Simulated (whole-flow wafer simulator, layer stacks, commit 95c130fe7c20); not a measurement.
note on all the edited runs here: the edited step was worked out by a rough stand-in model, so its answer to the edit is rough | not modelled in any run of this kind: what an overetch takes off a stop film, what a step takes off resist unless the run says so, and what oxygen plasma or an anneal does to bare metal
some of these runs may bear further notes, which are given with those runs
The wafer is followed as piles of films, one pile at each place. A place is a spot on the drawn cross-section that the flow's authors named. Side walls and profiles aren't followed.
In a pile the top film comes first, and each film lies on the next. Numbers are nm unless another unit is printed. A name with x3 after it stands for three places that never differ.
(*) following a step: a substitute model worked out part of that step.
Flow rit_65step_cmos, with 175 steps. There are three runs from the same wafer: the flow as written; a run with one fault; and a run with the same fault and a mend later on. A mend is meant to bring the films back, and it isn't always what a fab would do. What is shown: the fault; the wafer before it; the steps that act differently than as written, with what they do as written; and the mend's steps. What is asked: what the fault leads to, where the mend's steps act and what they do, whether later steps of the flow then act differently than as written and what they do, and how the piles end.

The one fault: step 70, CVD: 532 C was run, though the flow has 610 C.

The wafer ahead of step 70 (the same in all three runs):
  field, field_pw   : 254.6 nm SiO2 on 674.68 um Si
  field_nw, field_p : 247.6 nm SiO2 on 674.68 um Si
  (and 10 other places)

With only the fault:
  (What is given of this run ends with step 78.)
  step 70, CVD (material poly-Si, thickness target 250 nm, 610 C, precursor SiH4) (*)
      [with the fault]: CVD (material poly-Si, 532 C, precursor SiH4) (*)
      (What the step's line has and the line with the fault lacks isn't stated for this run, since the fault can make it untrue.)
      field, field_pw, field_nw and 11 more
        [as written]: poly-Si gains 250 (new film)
        [with the fault]: poly-Si gains 39.8 (new film)
  None of the later steps of the flow up to step 78 differs from how it acts as written, at any place that is followed, by more than 2% or 0.5 nm, whichever is larger.
  The piles after step 78 differ from the flow's at field, field_pw, field_nw and 11 more by more than 2% or 0.5 nm, whichever is larger.
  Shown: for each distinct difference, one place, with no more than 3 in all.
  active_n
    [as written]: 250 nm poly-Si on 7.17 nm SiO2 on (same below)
    [with the fault]: 39.8 nm poly-Si on 7.17 nm SiO2 on (same below)
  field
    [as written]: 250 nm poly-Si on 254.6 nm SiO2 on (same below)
    [with the fault]: 39.8 nm poly-Si on 254.6 nm SiO2 on (same below)
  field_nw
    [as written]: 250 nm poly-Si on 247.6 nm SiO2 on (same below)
    [with the fault]: 39.8 nm poly-Si on 247.6 nm SiO2 on (same below)

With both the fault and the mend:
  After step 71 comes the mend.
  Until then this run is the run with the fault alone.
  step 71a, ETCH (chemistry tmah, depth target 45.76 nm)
      field, field_pw, field_nw and 11 more
        poly-Si loses 39.8 (all of it)
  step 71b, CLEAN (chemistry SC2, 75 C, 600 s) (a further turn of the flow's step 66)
      leaves every film unchanged at each place that is followed
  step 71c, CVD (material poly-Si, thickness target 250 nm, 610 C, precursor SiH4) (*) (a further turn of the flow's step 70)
      field, field_pw, field_nw and 11 more
        poly-Si gains 250 (new film)
  None of the later steps of the flow acts differently than as written at any place that is followed.
  By the end, the piles equal the flow's at every place that both follow.
